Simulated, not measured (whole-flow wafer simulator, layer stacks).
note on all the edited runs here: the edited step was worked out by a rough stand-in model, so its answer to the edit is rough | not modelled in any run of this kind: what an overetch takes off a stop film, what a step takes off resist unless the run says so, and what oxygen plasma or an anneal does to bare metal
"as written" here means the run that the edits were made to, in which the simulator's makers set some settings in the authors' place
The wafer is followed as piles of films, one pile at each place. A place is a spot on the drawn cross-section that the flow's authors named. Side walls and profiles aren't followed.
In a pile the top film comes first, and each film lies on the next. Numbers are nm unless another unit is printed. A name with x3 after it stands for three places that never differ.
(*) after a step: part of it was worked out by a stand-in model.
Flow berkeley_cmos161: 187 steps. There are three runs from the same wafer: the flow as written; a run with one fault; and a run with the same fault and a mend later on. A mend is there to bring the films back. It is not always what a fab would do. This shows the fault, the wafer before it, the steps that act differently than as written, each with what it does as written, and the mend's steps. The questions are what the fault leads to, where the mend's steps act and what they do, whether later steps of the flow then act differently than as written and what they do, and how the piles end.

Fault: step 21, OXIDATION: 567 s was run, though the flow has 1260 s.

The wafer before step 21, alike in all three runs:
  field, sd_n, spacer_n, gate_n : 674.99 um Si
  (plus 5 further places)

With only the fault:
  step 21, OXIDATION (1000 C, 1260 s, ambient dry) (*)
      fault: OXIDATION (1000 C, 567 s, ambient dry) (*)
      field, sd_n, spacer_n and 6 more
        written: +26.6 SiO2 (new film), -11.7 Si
        fault: +17.3 SiO2 (new film), -7.63 Si
  Steps later in the flow that act otherwise than as written (1 other step is not shown; it differs only slightly, by no more than 2% or 0.5 nm, whichever is larger):
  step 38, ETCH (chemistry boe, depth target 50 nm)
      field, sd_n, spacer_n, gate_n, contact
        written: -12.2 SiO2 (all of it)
        fault: -2.99 SiO2 (all of it)
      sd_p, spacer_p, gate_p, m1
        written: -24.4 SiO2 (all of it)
        fault: -15.2 SiO2 (all of it)
  When the end is reached, the piles differ only a little from the flow's at the places that both follow, at most by 2% or 0.5 nm, whichever is larger.

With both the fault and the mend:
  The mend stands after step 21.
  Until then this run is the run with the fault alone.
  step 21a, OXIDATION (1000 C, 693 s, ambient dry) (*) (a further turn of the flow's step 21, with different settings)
      field, sd_n, spacer_n and 6 more
        +9.21 SiO2, -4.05 Si
  None of the later steps of the flow acts differently than as written at any place that is followed.
  At every place that both follow, the piles at the end match the flow's.
